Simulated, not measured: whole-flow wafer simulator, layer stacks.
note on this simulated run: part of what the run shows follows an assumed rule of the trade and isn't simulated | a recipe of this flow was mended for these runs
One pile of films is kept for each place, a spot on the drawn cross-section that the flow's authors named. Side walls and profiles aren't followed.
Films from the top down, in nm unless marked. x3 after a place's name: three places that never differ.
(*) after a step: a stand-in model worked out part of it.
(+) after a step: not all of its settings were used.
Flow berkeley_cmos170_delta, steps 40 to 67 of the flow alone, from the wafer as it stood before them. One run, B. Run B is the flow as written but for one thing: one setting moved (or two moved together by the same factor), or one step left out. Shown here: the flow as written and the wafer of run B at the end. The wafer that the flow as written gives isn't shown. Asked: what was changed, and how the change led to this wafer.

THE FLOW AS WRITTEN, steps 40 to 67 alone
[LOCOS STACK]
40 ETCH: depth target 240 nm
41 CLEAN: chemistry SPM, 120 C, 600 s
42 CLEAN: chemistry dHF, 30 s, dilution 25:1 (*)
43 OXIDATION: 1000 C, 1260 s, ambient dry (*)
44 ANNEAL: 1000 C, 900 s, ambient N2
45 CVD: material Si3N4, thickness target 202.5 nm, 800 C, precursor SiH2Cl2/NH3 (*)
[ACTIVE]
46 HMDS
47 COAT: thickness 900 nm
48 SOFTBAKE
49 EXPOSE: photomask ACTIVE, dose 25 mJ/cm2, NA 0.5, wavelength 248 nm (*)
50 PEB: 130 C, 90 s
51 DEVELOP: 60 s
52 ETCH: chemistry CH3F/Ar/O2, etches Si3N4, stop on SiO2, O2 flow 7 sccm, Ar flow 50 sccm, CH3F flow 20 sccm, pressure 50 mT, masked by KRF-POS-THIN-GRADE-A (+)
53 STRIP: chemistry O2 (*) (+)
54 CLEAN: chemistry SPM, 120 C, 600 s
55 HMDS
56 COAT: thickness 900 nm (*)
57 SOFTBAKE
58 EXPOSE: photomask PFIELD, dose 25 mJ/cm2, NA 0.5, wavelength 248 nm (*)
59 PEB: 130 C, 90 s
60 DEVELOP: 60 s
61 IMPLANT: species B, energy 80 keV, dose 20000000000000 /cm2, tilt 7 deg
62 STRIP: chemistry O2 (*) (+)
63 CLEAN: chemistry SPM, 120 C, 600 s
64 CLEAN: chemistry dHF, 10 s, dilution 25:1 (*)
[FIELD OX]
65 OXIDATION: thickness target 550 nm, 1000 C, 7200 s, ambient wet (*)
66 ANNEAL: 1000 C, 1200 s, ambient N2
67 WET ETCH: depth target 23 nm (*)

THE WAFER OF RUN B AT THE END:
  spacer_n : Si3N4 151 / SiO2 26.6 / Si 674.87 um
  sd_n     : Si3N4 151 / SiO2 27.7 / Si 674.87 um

The cause: step 45, CVD: thickness target 158.8 nm was run, where the flow has thickness target 202.5 nm.

How the change led to this, step by step:
  45 CVD: material Si3N4, thickness target 202.5 nm, 800 C, precursor SiH2Cl2/NH3 (*)
      field, sd_n, spacer_n and 6 more: Si3N4 +158.8 (new film) (as written it would be: Si3N4 +202.5 (new film))
  52 ETCH: chemistry CH3F/Ar/O2, etches Si3N4, stop on SiO2, O2 flow 7 sccm, Ar flow 50 sccm, CH3F flow 20 sccm, pressure 50 mT, masked by KRF-POS-THIN-GRADE-A (+)
      sd_n, spacer_n, gate, sd_p, spacer_p, gate_p, contact, m1: KrF-resist -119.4 (as written it would be: KrF-resist -148.5)
      field: Si3N4 -158.8 (all of it), SiO2 -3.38 (as written it would be: Si3N4 -202.5 (all of it), SiO2 -3.38)
  53 STRIP: chemistry O2 (*) (+)
      sd_n, spacer_n, gate, sd_p, spacer_p, gate_p, contact, m1: KrF-resist -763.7 (all of it) (as written it would be: KrF-resist -734.6 (all of it))
  56 COAT: thickness 900 nm (*)
      sd_n: KrF-resist +816.6 (new film) (as written it would be: KrF-resist +794.3 (new film))
      sd_p: KrF-resist +830.5 (new film) (as written it would be: KrF-resist +812.1 (new film))
      (and at 2 more places)
  62 STRIP: chemistry O2 (*) (+)
      sd_n: KrF-resist -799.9 (all of it) (as written it would be: KrF-resist -777.7 (all of it))
      sd_p: KrF-resist -813.8 (all of it) (as written it would be: KrF-resist -795.4 (all of it))
      (and at 2 more places)
  65 OXIDATION: thickness target 550 nm, 1000 C, 7200 s, ambient wet (*)
      sd_n, sd_p: SiO2 +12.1 (new film), Si3N4 -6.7, SiO2 +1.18, Si -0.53 (as written it would be: SiO2 +12.1 (new film), Si3N4 -6.7, SiO2 +0.15, Si -0.12)
